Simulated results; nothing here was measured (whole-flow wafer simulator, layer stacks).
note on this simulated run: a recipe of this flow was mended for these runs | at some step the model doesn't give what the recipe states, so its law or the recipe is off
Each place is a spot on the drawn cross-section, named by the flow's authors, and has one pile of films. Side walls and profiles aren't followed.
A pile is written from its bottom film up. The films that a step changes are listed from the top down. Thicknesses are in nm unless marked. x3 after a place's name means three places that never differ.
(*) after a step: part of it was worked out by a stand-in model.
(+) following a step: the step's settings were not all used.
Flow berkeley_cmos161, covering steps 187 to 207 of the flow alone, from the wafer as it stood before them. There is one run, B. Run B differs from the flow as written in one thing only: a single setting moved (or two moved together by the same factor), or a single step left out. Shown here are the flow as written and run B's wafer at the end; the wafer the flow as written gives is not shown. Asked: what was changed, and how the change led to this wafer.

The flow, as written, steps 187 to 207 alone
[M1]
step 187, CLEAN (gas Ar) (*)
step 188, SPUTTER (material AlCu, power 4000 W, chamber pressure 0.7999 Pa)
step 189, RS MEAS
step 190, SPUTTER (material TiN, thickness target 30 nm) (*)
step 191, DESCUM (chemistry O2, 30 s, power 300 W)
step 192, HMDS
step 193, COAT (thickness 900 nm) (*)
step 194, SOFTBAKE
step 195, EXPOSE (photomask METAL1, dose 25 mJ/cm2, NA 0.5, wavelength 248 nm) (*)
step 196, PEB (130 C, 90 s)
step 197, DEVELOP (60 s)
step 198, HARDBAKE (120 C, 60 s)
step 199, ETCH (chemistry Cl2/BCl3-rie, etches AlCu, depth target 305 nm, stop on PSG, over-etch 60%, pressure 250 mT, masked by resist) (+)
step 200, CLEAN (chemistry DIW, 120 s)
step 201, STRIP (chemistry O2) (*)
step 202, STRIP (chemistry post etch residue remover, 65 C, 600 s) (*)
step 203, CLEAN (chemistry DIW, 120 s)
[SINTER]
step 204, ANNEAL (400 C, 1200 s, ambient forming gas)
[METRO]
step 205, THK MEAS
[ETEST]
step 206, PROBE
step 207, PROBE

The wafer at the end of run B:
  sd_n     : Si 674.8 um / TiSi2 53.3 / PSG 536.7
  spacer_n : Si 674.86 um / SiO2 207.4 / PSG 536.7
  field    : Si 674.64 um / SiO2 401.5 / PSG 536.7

The reason: step 188, SPUTTER: power 5800 W was run, though the flow has power 4000 W.

How this came from the change, step by step:
  step 188, SPUTTER (material AlCu, power 4000 W, chamber pressure 0.7999 Pa)
      field, sd_n, spacer_n, gate_n, spacer_p, gate_p, m1: +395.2 AlCu (new film) (in the flow as written it would be: +275.8 AlCu (new film))
      sd_p: +338.1 AlCu (new film) (in the flow as written it would be: +235.4 AlCu (new film))
      (and at 1 other place as well)
  step 190, SPUTTER (material TiN, thickness target 30 nm) (*)
      contact: +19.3 TiN (new film) (in the flow as written it would be: +20.6 TiN (new film))
  step 193, COAT (thickness 900 nm) (*)
      contact: +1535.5 KrF-resist (new film) (in the flow as written it would be: +1497.7 KrF-resist (new film))
  step 198, HARDBAKE (120 C, 60 s)
      contact: -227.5 KrF-resist (in the flow as written it would be: -221.9 KrF-resist)
  step 199, ETCH (chemistry Cl2/BCl3-rie, etches AlCu, depth target 305 nm, stop on PSG, over-etch 60%, pressure 250 mT, masked by resist) (+)
      field, sd_n, spacer_n, gate_n, spacer_p, gate_p: -30 TiN (all of it), -395.2 AlCu (all of it), -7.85 PSG (in the flow as written it would be: -30 TiN (all of it), -275.8 AlCu (all of it), -22.8 PSG)
      sd_p: -25.8 TiN (all of it), -338.1 AlCu (all of it), -15.5 PSG (in the flow as written it would be: -26.1 TiN (all of it), -235.4 AlCu (all of it), -28.3 PSG)
  step 201, STRIP (chemistry O2) (*)
      contact: -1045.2 KrF-resist (all of it) (in the flow as written it would be: -1013 KrF-resist (all of it))
